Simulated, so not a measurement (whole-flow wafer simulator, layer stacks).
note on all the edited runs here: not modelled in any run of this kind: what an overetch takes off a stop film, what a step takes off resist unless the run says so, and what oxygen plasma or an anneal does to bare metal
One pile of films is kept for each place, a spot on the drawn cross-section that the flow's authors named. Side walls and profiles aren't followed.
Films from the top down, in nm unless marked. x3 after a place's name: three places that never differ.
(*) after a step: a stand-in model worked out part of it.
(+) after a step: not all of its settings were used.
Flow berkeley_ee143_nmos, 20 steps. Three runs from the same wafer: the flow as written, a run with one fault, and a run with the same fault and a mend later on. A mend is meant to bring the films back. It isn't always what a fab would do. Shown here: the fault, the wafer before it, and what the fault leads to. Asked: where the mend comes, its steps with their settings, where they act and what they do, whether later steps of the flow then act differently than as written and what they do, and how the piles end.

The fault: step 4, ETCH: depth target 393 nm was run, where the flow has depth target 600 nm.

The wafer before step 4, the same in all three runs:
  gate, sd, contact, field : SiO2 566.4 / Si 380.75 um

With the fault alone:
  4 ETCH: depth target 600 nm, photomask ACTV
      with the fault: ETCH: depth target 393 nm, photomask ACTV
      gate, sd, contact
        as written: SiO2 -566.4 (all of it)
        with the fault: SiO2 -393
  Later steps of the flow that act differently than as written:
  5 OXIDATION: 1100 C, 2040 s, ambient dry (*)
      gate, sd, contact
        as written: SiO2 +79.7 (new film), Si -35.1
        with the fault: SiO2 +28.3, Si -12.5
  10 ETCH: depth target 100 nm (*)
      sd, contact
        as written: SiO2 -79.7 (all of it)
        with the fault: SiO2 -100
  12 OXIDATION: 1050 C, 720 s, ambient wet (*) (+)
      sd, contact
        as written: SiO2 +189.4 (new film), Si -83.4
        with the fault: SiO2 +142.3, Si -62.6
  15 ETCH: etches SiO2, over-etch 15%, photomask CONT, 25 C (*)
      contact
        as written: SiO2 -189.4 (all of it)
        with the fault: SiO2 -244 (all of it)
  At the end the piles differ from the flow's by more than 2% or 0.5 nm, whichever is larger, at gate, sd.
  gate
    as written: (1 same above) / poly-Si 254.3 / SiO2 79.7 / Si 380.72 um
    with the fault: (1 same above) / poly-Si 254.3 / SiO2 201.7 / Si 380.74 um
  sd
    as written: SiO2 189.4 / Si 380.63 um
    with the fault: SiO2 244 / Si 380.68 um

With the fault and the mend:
  The mend comes after step 4.
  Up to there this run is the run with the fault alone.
  4a ETCH: depth target 207 nm, photomask ACTV (the flow's step 4 once more, with other settings)
      gate, sd, contact
        SiO2 -173.4 (all of it)
  No later step of the flow acts differently than as written at any place that is followed.
  At the end the piles are the same as the flow's at every place that both follow.
